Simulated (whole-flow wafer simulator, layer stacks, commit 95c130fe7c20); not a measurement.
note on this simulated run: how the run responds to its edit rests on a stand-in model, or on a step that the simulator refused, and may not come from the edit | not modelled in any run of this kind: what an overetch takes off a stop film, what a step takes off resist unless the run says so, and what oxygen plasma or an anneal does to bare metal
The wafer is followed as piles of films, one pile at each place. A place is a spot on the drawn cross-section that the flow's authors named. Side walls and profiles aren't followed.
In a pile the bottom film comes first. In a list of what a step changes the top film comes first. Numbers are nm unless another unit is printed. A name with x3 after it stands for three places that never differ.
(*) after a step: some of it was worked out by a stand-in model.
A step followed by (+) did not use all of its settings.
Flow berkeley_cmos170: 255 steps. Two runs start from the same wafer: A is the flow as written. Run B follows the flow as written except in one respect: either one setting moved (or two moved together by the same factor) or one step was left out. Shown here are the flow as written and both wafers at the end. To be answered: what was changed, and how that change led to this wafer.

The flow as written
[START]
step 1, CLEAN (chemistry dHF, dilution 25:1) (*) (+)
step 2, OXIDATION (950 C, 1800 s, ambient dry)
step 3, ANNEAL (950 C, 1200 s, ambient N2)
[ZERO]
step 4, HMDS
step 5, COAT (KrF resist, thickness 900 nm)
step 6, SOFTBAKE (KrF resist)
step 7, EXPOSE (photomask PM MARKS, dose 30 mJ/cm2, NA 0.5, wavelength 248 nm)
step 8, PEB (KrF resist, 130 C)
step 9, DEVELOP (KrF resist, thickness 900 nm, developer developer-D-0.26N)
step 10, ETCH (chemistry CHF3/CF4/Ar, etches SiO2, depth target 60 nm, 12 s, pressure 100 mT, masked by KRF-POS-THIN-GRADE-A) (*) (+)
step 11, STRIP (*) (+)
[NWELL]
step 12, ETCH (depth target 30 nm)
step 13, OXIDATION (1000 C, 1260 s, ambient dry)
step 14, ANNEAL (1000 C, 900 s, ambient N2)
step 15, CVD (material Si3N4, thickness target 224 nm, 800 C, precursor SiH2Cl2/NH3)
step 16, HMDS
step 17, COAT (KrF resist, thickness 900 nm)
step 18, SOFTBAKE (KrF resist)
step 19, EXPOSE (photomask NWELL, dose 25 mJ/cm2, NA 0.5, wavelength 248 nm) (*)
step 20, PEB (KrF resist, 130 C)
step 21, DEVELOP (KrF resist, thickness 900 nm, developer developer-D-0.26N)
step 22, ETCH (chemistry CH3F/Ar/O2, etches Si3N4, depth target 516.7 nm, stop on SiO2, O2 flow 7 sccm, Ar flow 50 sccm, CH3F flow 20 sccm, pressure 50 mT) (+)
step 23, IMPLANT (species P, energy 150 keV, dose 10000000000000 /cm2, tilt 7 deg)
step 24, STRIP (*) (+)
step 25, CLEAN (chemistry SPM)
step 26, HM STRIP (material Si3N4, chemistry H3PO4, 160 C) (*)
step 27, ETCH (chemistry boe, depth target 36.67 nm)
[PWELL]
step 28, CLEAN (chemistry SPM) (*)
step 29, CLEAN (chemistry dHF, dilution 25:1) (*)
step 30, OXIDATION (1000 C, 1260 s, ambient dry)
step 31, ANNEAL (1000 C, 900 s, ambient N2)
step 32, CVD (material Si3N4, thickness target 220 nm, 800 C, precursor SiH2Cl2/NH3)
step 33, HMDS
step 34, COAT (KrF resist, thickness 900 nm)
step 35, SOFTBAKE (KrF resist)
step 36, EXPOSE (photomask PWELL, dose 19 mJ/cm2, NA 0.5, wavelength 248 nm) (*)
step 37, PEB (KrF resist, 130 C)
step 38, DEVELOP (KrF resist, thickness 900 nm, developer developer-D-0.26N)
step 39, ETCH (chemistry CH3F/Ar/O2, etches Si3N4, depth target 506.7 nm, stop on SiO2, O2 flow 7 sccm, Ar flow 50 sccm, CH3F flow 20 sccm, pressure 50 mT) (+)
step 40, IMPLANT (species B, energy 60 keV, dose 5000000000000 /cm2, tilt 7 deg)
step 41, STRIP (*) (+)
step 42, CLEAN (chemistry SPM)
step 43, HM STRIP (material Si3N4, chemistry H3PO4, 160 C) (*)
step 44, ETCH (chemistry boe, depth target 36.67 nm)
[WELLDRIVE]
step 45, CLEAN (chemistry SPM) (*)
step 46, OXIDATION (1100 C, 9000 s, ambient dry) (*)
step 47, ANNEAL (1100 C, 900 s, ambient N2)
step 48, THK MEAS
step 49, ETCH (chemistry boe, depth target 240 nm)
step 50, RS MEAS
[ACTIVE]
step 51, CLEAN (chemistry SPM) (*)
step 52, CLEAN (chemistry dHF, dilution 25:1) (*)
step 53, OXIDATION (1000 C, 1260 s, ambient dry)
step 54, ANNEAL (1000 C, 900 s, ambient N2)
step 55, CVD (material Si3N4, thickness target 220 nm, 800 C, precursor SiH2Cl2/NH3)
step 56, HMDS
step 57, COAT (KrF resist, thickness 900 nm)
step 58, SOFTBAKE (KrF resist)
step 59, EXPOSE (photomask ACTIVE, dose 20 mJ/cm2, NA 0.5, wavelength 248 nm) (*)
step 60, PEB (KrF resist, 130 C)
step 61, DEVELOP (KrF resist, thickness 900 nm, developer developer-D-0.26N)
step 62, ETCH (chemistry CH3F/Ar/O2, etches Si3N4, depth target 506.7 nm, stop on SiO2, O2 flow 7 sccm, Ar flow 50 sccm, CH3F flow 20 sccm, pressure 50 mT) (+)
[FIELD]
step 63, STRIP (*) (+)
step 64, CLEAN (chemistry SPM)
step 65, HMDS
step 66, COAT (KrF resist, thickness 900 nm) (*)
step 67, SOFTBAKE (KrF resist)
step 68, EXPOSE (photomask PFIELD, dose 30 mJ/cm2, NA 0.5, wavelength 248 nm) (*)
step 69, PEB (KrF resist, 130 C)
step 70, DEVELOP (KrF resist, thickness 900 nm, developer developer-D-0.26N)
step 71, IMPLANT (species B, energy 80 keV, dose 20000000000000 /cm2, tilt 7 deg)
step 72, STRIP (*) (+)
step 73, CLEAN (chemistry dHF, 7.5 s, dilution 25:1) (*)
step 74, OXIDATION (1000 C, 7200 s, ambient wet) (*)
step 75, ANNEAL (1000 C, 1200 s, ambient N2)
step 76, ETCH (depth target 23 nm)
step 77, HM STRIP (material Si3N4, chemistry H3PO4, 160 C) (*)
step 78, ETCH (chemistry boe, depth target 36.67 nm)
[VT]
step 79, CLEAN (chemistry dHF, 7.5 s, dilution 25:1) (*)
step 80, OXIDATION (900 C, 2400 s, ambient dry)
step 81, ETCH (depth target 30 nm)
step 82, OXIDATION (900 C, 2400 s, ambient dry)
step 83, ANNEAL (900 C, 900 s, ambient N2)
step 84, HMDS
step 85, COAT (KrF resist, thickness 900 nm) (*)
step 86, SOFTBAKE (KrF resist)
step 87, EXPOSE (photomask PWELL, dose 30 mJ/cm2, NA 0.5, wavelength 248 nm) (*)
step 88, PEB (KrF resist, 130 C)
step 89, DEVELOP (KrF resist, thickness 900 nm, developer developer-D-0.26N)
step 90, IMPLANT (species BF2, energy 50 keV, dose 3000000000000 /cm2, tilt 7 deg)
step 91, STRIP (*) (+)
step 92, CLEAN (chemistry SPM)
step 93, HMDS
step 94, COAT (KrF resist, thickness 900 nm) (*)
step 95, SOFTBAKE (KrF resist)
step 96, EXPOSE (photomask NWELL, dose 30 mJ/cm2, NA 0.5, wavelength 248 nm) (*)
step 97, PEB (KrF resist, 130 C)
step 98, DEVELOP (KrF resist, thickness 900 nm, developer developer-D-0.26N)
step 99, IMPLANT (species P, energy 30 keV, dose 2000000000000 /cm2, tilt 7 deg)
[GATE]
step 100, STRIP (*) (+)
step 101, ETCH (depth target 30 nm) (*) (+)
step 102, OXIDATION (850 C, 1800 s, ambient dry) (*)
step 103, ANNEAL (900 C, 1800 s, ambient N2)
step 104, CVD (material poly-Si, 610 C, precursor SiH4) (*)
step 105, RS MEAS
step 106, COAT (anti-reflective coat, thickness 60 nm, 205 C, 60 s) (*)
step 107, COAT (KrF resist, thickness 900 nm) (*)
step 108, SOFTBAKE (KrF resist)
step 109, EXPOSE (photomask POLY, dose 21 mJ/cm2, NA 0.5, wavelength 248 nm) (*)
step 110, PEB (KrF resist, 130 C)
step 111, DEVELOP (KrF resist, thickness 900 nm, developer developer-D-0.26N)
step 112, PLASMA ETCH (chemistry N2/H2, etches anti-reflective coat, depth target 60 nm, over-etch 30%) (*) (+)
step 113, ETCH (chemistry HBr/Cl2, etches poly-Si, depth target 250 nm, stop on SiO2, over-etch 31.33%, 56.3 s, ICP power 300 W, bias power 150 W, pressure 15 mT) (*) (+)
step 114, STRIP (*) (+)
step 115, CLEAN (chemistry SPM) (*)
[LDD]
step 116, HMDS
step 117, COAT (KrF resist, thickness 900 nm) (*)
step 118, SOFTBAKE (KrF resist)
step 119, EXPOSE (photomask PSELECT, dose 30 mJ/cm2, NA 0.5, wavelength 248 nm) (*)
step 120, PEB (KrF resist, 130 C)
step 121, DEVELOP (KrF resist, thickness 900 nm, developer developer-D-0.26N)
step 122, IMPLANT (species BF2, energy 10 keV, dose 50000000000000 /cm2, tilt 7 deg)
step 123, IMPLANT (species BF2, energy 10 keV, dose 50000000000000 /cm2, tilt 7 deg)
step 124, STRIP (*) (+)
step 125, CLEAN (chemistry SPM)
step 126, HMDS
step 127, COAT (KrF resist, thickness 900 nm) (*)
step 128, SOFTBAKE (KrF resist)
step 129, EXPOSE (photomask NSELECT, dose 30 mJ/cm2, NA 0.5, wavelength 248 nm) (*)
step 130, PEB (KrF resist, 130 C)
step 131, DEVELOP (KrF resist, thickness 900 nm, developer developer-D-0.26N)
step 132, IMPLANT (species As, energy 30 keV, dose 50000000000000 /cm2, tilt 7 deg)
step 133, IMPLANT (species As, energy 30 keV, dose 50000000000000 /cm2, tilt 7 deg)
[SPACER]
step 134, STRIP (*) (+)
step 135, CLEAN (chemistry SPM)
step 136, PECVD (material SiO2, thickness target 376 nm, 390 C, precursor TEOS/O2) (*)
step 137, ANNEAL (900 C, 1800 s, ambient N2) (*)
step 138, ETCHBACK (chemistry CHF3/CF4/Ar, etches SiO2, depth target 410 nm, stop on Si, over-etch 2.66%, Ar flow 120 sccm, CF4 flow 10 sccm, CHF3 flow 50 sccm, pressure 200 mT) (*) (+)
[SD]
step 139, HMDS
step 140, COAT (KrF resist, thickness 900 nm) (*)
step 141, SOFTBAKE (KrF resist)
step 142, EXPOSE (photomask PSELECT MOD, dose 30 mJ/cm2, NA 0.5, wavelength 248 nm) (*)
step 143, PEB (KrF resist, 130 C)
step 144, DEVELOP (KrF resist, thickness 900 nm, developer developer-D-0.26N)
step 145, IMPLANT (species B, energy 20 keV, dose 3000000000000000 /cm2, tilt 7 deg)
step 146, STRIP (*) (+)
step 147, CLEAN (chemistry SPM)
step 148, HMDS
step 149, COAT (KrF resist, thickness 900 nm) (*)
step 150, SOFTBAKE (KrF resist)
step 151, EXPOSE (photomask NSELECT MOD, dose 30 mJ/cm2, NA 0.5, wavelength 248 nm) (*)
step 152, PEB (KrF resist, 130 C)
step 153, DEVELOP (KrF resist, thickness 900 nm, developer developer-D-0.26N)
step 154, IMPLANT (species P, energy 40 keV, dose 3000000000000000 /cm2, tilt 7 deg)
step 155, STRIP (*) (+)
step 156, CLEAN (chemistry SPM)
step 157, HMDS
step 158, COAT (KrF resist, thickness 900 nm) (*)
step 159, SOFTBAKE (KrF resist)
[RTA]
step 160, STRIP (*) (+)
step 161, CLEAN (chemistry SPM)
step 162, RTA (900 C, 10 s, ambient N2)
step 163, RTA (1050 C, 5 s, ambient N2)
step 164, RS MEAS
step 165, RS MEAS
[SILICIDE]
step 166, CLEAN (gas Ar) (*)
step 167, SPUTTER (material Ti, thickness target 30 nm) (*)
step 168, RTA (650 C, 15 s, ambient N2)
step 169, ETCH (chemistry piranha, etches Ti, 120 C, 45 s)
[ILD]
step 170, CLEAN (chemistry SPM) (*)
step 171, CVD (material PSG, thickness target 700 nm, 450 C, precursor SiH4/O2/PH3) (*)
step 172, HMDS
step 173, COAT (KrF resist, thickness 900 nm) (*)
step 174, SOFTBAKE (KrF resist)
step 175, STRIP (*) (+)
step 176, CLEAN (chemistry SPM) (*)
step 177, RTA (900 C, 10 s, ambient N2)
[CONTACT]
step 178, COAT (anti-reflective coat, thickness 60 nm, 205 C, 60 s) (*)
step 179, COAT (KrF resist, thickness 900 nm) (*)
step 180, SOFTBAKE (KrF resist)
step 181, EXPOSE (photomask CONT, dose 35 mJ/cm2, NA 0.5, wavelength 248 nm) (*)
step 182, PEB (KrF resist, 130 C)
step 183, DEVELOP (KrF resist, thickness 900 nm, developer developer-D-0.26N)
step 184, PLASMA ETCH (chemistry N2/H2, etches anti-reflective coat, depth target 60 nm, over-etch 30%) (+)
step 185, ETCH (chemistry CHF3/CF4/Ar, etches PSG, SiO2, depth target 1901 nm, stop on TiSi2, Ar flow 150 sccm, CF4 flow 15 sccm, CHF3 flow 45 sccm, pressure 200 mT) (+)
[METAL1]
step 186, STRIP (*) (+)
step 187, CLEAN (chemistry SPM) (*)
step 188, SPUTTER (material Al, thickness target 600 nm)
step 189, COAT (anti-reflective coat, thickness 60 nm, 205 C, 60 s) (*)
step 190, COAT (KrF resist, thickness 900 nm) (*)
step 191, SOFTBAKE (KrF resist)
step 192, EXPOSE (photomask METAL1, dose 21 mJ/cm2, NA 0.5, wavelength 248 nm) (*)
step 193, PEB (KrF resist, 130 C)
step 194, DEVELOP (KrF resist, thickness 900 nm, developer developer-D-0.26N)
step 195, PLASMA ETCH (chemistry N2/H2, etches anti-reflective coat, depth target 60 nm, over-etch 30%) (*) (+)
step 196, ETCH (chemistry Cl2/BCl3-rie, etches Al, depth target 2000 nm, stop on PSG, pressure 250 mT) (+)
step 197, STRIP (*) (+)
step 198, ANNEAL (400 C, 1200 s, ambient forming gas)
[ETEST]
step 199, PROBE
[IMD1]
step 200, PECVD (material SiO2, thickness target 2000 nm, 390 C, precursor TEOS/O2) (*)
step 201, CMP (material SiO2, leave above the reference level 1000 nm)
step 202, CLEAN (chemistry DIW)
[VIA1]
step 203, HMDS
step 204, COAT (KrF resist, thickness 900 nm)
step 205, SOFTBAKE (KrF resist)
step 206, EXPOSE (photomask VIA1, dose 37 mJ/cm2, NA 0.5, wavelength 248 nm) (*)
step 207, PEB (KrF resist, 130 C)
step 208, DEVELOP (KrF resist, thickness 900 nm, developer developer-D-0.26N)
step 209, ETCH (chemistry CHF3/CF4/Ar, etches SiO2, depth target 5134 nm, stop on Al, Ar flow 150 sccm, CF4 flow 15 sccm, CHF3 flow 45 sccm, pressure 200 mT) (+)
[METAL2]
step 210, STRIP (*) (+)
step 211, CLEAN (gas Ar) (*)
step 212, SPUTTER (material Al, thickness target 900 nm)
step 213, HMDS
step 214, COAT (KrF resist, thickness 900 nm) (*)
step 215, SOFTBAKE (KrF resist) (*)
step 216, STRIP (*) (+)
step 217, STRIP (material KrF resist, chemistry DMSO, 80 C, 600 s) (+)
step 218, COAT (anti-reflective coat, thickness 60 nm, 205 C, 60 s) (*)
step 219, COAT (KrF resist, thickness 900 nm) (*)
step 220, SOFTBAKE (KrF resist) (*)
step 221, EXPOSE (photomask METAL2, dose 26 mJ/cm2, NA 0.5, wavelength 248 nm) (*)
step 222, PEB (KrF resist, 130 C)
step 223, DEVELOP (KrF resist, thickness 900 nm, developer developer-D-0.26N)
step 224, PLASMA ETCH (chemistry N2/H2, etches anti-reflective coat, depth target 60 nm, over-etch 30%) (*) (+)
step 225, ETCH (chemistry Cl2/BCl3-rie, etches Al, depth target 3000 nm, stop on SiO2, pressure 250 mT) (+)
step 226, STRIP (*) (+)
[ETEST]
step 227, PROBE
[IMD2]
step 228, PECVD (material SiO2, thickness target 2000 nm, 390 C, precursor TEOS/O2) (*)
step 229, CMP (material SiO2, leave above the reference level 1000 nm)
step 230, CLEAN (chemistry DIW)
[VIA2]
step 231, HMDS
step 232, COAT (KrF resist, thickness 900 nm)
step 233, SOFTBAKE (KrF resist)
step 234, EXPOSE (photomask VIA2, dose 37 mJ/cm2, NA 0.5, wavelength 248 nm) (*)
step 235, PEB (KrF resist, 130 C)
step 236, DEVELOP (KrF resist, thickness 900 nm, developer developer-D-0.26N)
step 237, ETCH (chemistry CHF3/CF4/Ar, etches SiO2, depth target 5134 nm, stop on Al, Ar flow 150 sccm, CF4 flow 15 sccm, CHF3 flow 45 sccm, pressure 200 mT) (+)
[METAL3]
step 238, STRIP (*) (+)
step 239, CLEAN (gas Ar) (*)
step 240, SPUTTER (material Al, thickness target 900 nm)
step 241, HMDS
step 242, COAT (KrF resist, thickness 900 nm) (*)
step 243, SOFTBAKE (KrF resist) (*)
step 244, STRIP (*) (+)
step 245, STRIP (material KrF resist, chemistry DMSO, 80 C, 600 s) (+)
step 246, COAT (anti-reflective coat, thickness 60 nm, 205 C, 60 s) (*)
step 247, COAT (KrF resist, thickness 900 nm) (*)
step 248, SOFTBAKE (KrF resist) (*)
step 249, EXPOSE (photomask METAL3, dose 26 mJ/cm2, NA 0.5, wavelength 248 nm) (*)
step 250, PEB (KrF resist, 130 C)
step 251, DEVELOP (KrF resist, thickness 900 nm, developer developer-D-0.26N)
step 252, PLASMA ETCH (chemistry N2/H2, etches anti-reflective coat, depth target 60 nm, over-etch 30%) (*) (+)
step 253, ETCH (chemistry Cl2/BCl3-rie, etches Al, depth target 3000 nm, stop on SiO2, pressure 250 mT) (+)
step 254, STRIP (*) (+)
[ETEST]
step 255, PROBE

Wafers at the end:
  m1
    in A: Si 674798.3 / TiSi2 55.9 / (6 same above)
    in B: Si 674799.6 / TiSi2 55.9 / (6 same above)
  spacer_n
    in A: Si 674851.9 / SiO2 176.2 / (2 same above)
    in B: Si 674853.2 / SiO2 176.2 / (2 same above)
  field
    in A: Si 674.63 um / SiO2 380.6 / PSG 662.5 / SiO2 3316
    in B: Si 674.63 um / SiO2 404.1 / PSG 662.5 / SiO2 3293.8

Cause: step 78, ETCH: depth target 13.02 nm was run, whereas the flow has depth target 36.67 nm.

How this came from the change, step by step:
  step 78, ETCH (chemistry boe, depth target 36.67 nm)
      sd_n, spacer_n, gate_n and 8 more: A -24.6 SiO2 (all of it) | B -13 SiO2
      field: A -36.7 SiO2 | B -13 SiO2
  step 79, CLEAN (chemistry dHF, 7.5 s, dilution 25:1) (*)
      sd_n, spacer_n, gate_n and 8 more: A nothing | B -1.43 SiO2
  step 80, OXIDATION (900 C, 2400 s, ambient dry)
      spacer_n, gate_n, spacer_p and 6 more: A +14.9 SiO2 (new film), -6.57 Si | B +11.9 SiO2, -5.25 Si
      sd_n, sd_p: A +14.9 SiO2 (new film), -6.57 Si | B +11.9 SiO2, -5.24 Si
  step 81, ETCH (depth target 30 nm)
      spacer_n, gate_n, spacer_p and 6 more: A -14.9 SiO2 (all of it) | B -22 SiO2 (all of it)
      sd_n, sd_p: A -14.9 SiO2 (all of it) | B -22.1 SiO2 (all of it)
  step 106, COAT (anti-reflective coat, thickness 60 nm, 205 C, 60 s) (*)
      field: A +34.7 anti-reflective coat (new film) | B +35.5 anti-reflective coat (new film)
      sd_n: A +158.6 anti-reflective coat (new film) | B +178.9 anti-reflective coat (new film)
      (and at 9 other places as well)
  step 112, PLASMA ETCH (chemistry N2/H2, etches anti-reflective coat, depth target 60 nm, over-etch 30%) (*) (+)
      field: A -34.7 anti-reflective coat (all of it), -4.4 poly-Si | B -35.5 anti-reflective coat (all of it), -5.05 poly-Si
      sd_n: A -158.6 anti-reflective coat (all of it), -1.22 poly-Si | B -178.9 anti-reflective coat (all of it), -1.38 poly-Si
      (and at 8 other places as well)
  step 114, STRIP (*) (+)
      gate_n: A +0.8 chemical SiO2 (new film), -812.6 KrF resist (all of it), -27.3 anti-reflective coat (all of it), -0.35 poly-Si | B +0.8 chemical SiO2 (new film), -832.3 KrF resist (all of it), -22.2 anti-reflective coat (all of it), -0.35 poly-Si
      gate_p: A +0.8 chemical SiO2 (new film), -782.1 KrF resist (all of it), -29.6 anti-reflective coat (all of it), -0.35 poly-Si | B +0.8 chemical SiO2 (new film), -793.1 KrF resist (all of it), -27 anti-reflective coat (all of it), -0.35 poly-Si
  step 178, COAT (anti-reflective coat, thickness 60 nm, 205 C, 60 s) (*)
      sd_n: A +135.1 anti-reflective coat (new film) | B +150 anti-reflective coat (new film)
      spacer_n: A +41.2 anti-reflective coat (new film) | B +42.1 anti-reflective coat (new film)
      (and at 5 other places as well)
  step 184, PLASMA ETCH (chemistry N2/H2, etches anti-reflective coat, depth target 60 nm, over-etch 30%) (+)
      field, sd_n, spacer_n and 8 more: A -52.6 KrF resist | B -53.9 KrF resist
      contact: A -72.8 anti-reflective coat (all of it), -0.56 PSG | B -74.7 anti-reflective coat (all of it), -0.57 PSG
  step 186, STRIP (*) (+)
      sd_n: A -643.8 KrF resist (all of it), -135.1 anti-reflective coat (all of it) | B -640.9 KrF resist (all of it), -150 anti-reflective coat (all of it)
      spacer_n: A -599.1 KrF resist (all of it), -41.2 anti-reflective coat (all of it) | B -610.5 KrF resist (all of it), -42.1 anti-reflective coat (all of it)
      (and at 4 other places as well)
  step 189, COAT (anti-reflective coat, thickness 60 nm, 205 C, 60 s) (*)
      gate_n: A +48 anti-reflective coat (new film) | B +49.6 anti-reflective coat (new film)
      sd_p: A +86.5 anti-reflective coat (new film) | B +89.5 anti-reflective coat (new film)
      (and at 3 other places as well)
  step 195, PLASMA ETCH (chemistry N2/H2, etches anti-reflective coat, depth target 60 nm, over-etch 30%) (*) (+)
      contact, m1, via1, m2, via2: A -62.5 KrF resist | B -64.6 KrF resist
      gate_n: A -48 anti-reflective coat (all of it) | B -49.6 anti-reflective coat (all of it)
      (and at 2 other places as well)
  step 196, ETCH (chemistry Cl2/BCl3-rie, etches Al, depth target 2000 nm, stop on PSG, pressure 250 mT) (+)
      sd_p: A -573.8 Al (all of it), -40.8 PSG | B -565.9 Al (all of it), -41.8 PSG
  step 197, STRIP (*) (+)
      m1: A -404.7 KrF resist (all of it), -63 anti-reflective coat (all of it) | B -409.6 KrF resist (all of it), -61.7 anti-reflective coat (all of it)
      m2: A -412.9 KrF resist (all of it), -61.1 anti-reflective coat (all of it) | B -419.9 KrF resist (all of it), -58.1 anti-reflective coat (all of it)
  step 201, CMP (material SiO2, leave above the reference level 1000 nm)
      field: A -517 SiO2 | B -539.2 SiO2
